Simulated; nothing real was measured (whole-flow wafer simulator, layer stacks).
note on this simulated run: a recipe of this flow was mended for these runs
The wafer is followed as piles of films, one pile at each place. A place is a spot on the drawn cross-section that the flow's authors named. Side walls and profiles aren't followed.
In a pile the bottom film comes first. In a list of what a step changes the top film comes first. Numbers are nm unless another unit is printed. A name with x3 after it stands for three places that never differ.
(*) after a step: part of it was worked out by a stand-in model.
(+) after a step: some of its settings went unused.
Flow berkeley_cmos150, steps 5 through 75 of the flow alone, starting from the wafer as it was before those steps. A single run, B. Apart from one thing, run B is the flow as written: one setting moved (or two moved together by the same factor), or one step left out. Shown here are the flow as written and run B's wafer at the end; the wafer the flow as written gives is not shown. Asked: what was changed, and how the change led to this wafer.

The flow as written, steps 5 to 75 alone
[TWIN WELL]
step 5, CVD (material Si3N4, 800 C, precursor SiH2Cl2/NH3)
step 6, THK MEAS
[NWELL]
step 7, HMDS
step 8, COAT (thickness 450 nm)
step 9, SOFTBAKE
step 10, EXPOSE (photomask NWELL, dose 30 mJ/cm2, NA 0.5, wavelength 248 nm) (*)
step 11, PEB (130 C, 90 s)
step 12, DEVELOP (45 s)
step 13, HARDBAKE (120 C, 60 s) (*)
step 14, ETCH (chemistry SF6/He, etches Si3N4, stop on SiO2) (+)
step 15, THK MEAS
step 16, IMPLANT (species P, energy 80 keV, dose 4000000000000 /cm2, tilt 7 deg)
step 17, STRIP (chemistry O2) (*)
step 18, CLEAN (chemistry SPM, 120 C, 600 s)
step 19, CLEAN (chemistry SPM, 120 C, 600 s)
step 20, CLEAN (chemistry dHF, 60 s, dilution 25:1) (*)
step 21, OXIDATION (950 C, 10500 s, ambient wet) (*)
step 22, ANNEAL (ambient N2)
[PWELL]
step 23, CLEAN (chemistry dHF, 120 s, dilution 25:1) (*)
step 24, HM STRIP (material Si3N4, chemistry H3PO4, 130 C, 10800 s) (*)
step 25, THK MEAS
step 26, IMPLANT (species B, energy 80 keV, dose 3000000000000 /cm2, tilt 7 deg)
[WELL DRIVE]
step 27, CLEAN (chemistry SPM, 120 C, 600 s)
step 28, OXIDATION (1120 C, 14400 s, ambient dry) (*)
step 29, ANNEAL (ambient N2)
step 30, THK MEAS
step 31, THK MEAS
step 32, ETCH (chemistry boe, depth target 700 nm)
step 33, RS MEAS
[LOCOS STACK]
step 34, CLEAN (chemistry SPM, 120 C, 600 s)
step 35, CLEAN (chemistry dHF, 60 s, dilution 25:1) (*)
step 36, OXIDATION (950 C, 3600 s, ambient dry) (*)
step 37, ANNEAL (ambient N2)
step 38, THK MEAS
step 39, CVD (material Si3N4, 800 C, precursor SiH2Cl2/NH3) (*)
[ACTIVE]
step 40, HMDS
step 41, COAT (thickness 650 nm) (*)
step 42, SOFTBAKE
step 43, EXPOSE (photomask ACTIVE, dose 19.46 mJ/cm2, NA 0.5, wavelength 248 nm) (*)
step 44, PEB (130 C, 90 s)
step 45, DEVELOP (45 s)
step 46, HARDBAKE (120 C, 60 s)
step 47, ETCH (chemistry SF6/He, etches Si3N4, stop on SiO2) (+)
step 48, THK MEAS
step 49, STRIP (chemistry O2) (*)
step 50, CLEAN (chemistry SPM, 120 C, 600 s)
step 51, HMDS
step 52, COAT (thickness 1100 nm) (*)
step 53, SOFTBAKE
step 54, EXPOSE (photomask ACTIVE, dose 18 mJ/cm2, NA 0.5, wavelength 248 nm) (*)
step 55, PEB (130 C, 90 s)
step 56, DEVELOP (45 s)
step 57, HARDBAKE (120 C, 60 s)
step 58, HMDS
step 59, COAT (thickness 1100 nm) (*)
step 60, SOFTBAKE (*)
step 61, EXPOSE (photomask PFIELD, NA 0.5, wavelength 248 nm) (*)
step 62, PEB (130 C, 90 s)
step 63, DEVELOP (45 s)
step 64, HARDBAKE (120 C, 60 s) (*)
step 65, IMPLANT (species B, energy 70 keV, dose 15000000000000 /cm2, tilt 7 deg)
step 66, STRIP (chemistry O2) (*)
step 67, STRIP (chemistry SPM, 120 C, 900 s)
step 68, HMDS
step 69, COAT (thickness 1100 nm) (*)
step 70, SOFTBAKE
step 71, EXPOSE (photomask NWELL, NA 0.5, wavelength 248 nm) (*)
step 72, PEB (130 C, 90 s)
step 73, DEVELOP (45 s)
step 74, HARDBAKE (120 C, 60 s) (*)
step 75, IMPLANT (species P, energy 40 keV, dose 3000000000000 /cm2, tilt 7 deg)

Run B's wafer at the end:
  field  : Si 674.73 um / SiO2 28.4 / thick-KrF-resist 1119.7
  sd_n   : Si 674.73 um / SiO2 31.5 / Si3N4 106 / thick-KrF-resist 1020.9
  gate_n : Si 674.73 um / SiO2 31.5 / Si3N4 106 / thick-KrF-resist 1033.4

What caused this: step 5, CVD: 560 C was run, whereas the flow has 800 C.

How this came from the change, step by step:
  step 5, CVD (material Si3N4, 800 C, precursor SiH2Cl2/NH3)
      field, field_p, sd_n, gate_n, sd_p, gate_p, contact, m1: +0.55 Si3N4 (new film) (as written it would have been: +106 Si3N4 (new film))
  step 14, ETCH (chemistry SF6/He, etches Si3N4, stop on SiO2) (+)
      field, sd_n, gate_n, contact, m1: -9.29 KrF-resist (as written it would have been: -124 KrF-resist)
      field_p, sd_p, gate_p: -0.55 Si3N4 (all of it), -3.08 SiO2 (as written it would have been: -106 Si3N4 (all of it), -3.08 SiO2)
  step 17, STRIP (chemistry O2) (*)
      field, sd_n, gate_n, contact, m1: -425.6 KrF-resist (all of it) (as written it would have been: -310.9 KrF-resist (all of it))
  step 20, CLEAN (chemistry dHF, 60 s, dilution 25:1) (*)
      field, sd_n, gate_n, contact, m1: -0.55 Si3N4 (all of it), -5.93 SiO2 (as written it would have been: -1.16 Si3N4)
  step 21, OXIDATION (950 C, 10500 s, ambient wet) (*)
      field, sd_n, gate_n, contact, m1: +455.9 SiO2, -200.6 Si (as written it would have been: +7.45 SiO2 (new film), -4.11 Si3N4)
  step 23, CLEAN (chemistry dHF, 120 s, dilution 25:1) (*)
      field, sd_n, gate_n, contact, m1: -23 SiO2 (as written it would have been: -7.45 SiO2 (all of it), -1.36 Si3N4)
  step 24, HM STRIP (material Si3N4, chemistry H3PO4, 130 C, 10800 s) (*)
      field, sd_n, gate_n, contact, m1: -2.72 SiO2 (as written it would have been: -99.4 Si3N4 (all of it), -1.87 SiO2)
  step 28, OXIDATION (1120 C, 14400 s, ambient dry) (*)
      field, sd_n, gate_n, contact, m1: +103 SiO2, -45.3 Si (as written it would have been: +261.5 SiO2, -115.1 Si)
  step 32, ETCH (chemistry boe, depth target 700 nm)
      field, sd_n, gate_n, contact, m1: -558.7 SiO2 (all of it) (as written it would have been: -291.1 SiO2 (all of it))
  step 41, COAT (thickness 650 nm) (*)
      field_p: +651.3 KrF-resist (new film) (as written it would have been: +715.2 KrF-resist (new film))
      sd_n: +649.7 KrF-resist (new film) (as written it would have been: +633.7 KrF-resist (new film))
      (as well as at 2 more places)
  step 45, DEVELOP (45 s)
      field_p: -649.8 KrF-resist (all of it) (as written it would have been: -713.6 KrF-resist (all of it))
  step 46, HARDBAKE (120 C, 60 s)
      sd_n: -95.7 KrF-resist (as written it would have been: -93.3 KrF-resist)
      sd_p: -95.8 KrF-resist (as written it would have been: -102.4 KrF-resist)
      (as well as at 1 more place)
  step 49, STRIP (chemistry O2) (*)
      sd_n: -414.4 KrF-resist (all of it) (as written it would have been: -400.9 KrF-resist (all of it))
      sd_p: -415.4 KrF-resist (all of it) (as written it would have been: -452.2 KrF-resist (all of it))
      (as well as at 1 more place)
  step 52, COAT (thickness 1100 nm) (*)
      field: +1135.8 thick-KrF-resist (new film) (as written it would have been: +1106.9 thick-KrF-resist (new film))
      field_p: +1138.3 thick-KrF-resist (new film) (as written it would have been: +1219.5 thick-KrF-resist (new film))
      (as well as at 2 more places)
  step 56, DEVELOP (45 s)
      field: -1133 thick-KrF-resist (all of it) (as written it would have been: -1104.2 thick-KrF-resist (all of it))
      field_p: -1135.5 thick-KrF-resist (all of it) (as written it would have been: -1216.4 thick-KrF-resist (all of it))
  step 57, HARDBAKE (120 C, 60 s)
      sd_p: -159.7 thick-KrF-resist (as written it would have been: -169.9 thick-KrF-resist)
      gate_p: -160.8 thick-KrF-resist (as written it would have been: -170.5 thick-KrF-resist)
  ... another 3 steps ...
  step 73, DEVELOP (45 s)
      field_p: -1135.5 thick-KrF-resist (all of it) (as written it would have been: -1216.4 thick-KrF-resist (all of it))
      sd_p: -1043 thick-KrF-resist (all of it) (as written it would have been: -1108.9 thick-KrF-resist (all of it))
      (as well as at 1 more place)
